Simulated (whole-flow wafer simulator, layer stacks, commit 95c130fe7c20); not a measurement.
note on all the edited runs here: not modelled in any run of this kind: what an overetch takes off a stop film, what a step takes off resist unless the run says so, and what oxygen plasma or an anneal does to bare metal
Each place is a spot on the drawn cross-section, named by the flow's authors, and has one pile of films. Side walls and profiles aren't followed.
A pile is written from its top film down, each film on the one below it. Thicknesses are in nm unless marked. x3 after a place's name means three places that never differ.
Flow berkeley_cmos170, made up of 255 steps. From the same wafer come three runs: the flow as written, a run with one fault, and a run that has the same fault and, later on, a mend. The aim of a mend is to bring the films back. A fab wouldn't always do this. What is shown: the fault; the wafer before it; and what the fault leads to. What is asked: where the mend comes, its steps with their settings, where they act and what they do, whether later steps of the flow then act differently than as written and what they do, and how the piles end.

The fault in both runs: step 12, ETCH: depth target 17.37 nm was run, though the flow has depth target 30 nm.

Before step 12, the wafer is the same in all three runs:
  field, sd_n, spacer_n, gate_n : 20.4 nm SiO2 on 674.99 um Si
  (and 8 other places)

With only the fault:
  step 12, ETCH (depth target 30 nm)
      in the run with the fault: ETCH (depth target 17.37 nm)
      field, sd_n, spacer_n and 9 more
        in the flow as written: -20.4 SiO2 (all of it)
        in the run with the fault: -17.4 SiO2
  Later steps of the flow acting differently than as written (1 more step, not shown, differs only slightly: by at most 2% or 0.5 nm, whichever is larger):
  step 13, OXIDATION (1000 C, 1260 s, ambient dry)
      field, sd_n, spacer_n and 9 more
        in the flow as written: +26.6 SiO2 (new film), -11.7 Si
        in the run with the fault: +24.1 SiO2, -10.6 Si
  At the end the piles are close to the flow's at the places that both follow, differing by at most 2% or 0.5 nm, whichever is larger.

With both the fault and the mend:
  After step 12 comes the mend.
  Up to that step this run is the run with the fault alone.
  step 12a, ETCH (depth target 12.63 nm) (the flow's step 12, run once more with other settings)
      field, sd_n, spacer_n and 9 more
        -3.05 SiO2 (all of it)
  None of the later steps of the flow acts differently than as written at any place that is followed.
  By the end, the piles equal the flow's at every place that both follow.
